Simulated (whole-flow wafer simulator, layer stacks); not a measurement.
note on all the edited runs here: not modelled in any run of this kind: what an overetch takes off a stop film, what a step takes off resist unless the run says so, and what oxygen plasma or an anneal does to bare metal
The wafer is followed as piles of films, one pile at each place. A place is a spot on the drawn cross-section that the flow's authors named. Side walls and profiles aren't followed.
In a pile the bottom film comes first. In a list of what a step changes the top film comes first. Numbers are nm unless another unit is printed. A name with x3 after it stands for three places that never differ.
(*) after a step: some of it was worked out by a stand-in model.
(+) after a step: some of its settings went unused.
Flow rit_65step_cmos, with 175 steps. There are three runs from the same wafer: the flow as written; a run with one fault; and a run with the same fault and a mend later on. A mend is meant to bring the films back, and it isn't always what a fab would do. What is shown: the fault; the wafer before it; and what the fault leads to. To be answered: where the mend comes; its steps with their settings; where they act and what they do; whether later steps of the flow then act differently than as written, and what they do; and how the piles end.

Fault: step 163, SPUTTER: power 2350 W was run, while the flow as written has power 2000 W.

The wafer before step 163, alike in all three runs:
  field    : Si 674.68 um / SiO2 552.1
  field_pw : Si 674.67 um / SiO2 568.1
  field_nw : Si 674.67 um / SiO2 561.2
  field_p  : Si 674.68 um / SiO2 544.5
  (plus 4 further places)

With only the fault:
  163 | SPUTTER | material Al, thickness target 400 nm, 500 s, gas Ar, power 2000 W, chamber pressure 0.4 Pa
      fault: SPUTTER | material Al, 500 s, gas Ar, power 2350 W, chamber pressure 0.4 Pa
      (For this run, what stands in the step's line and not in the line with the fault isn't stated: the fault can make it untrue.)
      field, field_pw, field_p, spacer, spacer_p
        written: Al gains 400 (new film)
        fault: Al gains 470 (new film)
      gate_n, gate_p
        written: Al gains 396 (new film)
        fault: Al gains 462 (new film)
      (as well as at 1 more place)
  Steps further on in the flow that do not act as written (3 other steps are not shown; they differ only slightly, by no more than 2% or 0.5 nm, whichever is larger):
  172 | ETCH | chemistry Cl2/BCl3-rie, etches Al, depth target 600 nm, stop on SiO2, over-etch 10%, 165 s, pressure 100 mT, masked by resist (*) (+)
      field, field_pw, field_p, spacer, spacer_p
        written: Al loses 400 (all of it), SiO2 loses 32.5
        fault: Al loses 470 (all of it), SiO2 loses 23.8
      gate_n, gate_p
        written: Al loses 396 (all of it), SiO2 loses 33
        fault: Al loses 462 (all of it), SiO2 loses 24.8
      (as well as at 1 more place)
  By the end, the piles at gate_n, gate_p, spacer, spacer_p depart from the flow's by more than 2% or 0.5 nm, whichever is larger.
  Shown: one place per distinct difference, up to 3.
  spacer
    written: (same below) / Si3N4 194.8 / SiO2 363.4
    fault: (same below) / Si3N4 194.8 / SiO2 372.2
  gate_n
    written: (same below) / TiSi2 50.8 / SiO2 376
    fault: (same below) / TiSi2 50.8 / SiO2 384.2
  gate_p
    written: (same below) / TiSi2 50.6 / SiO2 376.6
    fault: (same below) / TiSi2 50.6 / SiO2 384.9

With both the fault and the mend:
  The mend follows step 164.
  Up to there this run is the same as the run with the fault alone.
  164a | ETCH | chemistry al pan, depth target 540 nm
      field, field_pw, field_nw, field_p, spacer, spacer_p
        Al loses 470 (all of it)
      gate_n, gate_p
        Al loses 462 (all of it)
  164b | SPUTTER | material Al, thickness target 400 nm, 500 s, gas Ar, power 2000 W, chamber pressure 0.4 Pa (the flow's step 163, run once more)
      field, field_pw, field_p, spacer, spacer_p
        Al gains 400 (new film)
      gate_n, gate_p
        Al gains 396 (new film)
      field_nw
        Al gains 397.2 (new film)
  Every later step of the flow that is run acts as written at every place that is followed.
  By the end, the piles equal the flow's at every place that both follow.
